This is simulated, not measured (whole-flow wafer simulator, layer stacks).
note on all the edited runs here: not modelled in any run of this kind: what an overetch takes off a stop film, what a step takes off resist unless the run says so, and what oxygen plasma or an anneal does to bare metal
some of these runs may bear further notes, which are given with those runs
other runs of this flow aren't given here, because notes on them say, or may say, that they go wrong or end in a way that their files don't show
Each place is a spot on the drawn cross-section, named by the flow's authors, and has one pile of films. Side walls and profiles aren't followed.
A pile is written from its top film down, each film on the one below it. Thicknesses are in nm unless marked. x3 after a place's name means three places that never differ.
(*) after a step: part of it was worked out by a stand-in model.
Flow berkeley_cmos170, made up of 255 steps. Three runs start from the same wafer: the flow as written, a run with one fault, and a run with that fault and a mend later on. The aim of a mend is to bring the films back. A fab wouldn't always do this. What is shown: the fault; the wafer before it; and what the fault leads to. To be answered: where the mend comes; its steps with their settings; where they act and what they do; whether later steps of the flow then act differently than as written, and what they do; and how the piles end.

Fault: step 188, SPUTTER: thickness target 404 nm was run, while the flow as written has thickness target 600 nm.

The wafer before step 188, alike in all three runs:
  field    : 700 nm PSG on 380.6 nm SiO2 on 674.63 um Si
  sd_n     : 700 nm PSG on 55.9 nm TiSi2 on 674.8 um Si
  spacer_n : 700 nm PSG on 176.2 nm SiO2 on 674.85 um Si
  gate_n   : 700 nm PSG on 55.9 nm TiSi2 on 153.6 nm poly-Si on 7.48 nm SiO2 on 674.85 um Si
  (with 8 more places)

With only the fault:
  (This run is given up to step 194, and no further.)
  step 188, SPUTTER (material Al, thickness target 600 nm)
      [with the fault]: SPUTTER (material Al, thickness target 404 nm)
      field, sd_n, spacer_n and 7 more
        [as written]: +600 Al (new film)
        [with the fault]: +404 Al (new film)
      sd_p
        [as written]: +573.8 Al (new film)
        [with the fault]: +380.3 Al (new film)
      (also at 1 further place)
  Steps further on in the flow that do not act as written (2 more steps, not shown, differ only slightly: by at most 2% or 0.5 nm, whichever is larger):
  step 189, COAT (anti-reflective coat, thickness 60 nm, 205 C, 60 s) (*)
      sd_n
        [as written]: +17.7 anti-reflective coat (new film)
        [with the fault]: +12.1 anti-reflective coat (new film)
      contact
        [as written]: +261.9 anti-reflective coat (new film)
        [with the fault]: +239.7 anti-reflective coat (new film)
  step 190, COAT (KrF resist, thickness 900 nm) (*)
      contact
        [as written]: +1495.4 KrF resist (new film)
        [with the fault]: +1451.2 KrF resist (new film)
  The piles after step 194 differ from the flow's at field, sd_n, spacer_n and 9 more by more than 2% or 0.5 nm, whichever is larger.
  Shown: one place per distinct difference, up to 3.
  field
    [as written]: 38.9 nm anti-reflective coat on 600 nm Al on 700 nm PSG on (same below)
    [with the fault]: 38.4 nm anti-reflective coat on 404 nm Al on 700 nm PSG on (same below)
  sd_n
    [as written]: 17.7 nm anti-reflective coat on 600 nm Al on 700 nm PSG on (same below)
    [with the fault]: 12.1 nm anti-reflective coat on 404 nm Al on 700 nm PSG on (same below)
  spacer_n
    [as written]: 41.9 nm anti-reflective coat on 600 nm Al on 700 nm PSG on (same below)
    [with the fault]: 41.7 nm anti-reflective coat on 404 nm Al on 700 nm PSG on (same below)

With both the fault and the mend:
  The mend follows step 188.
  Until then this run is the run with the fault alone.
  step 188a, ETCH (chemistry al pan, depth target 464.3 nm)
      field, sd_n, spacer_n and 7 more
        -404 Al (all of it)
      sd_p
        -380.3 Al (all of it)
      contact
        -283.9 Al (all of it)
  step 188b, SPUTTER (material Al, thickness target 600 nm) (the flow's step 188, run once more)
      field, sd_n, spacer_n and 7 more
        +600 Al (new film)
      sd_p
        +573.8 Al (new film)
      contact
        +415.7 Al (new film)
  Later steps of the flow that are run all act as written at every place that is followed.
  By the end, the piles equal the flow's at every place that both follow.
